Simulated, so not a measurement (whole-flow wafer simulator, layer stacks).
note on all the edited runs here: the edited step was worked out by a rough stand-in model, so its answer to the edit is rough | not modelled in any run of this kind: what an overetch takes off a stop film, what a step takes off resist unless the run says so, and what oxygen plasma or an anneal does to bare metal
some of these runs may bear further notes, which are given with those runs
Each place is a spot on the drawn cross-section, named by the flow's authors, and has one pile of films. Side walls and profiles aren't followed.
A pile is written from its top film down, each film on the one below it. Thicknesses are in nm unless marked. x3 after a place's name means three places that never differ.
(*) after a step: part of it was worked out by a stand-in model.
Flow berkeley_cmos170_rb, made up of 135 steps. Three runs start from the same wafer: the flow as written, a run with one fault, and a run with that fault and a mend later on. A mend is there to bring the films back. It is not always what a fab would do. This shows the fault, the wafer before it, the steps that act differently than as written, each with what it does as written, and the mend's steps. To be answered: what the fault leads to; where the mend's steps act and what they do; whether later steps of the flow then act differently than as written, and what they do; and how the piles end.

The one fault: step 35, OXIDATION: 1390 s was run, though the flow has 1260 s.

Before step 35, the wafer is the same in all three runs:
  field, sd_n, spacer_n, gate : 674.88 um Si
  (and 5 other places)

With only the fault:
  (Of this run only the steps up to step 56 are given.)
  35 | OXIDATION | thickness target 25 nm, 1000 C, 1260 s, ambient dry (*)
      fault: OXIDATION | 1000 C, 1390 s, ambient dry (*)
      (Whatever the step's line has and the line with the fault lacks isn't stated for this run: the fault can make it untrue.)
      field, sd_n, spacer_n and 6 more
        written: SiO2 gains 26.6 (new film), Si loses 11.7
        fault: SiO2 gains 28 (new film), Si loses 12.3
  Later steps of the flow acting differently than as written:
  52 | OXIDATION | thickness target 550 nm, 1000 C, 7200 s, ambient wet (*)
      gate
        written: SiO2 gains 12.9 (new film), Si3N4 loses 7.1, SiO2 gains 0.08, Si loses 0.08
        fault: SiO2 gains 12.9 (new film), Si3N4 loses 7.1
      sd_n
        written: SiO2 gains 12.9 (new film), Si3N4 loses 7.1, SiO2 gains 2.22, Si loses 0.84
        fault: SiO2 gains 12.9 (new film), Si3N4 loses 7.1, SiO2 gains 2.77, Si loses 1.07
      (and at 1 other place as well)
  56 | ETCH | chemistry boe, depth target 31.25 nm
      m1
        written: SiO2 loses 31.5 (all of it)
        fault: SiO2 loses 31.2
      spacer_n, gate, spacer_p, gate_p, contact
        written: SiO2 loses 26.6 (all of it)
        fault: SiO2 loses 28 (all of it)
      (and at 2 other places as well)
  After step 56, at m1, the piles differ from the flow's by more than 2% or 0.5 nm, whichever is larger.
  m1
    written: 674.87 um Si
    fault: 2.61 nm SiO2 on 674.87 um Si

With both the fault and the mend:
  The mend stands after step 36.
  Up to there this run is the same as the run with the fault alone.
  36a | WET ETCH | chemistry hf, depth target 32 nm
      field, sd_n, spacer_n and 6 more
        SiO2 loses 28 (all of it)
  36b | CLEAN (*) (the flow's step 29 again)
      leaves every film unchanged at each place that is followed
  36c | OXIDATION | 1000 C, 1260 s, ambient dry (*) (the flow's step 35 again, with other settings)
      field, sd_n, spacer_n and 6 more
        SiO2 gains 26.6 (new film), Si loses 11.7
  Later steps of the flow that are run all act as written at every place that is followed.
  At the end the piles are close to the flow's at the places that both follow, differing by at most 2% or 0.5 nm, whichever is larger.
